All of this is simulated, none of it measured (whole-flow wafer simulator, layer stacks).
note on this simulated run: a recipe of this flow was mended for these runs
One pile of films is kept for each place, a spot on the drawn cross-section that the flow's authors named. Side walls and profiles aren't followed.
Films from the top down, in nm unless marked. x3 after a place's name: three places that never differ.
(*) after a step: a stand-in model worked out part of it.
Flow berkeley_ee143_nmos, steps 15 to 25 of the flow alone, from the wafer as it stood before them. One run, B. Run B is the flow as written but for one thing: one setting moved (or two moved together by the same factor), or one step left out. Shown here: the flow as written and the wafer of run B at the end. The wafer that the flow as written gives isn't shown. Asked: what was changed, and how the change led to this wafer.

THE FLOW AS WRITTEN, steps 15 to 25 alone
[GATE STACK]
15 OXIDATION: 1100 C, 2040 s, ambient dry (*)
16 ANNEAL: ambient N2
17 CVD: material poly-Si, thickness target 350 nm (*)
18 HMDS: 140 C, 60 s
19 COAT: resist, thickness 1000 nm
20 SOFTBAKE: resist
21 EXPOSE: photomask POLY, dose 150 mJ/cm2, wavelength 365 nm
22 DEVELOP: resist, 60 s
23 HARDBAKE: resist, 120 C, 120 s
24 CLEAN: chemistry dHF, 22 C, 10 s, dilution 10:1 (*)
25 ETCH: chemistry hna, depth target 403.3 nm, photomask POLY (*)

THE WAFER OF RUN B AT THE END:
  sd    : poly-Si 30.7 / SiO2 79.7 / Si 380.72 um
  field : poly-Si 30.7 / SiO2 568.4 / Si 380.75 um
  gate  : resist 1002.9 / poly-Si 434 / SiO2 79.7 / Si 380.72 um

The cause: step 17, CVD: thickness target 434 nm was run, where the flow has thickness target 350 nm.
It can be read off the wafer: gate has poly-Si 434, and step 17 as written asks for 350 nm.

How the change led to this, step by step:
  17 CVD: material poly-Si, thickness target 350 nm (*)
      gate, sd, contact, field: poly-Si +434 (new film) (as written it would be: poly-Si +350 (new film))
  25 ETCH: chemistry hna, depth target 403.3 nm, photomask POLY (*)
      sd, contact, field: poly-Si -403.3 (as written it would be: poly-Si -350 (all of it), SiO2 -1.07)
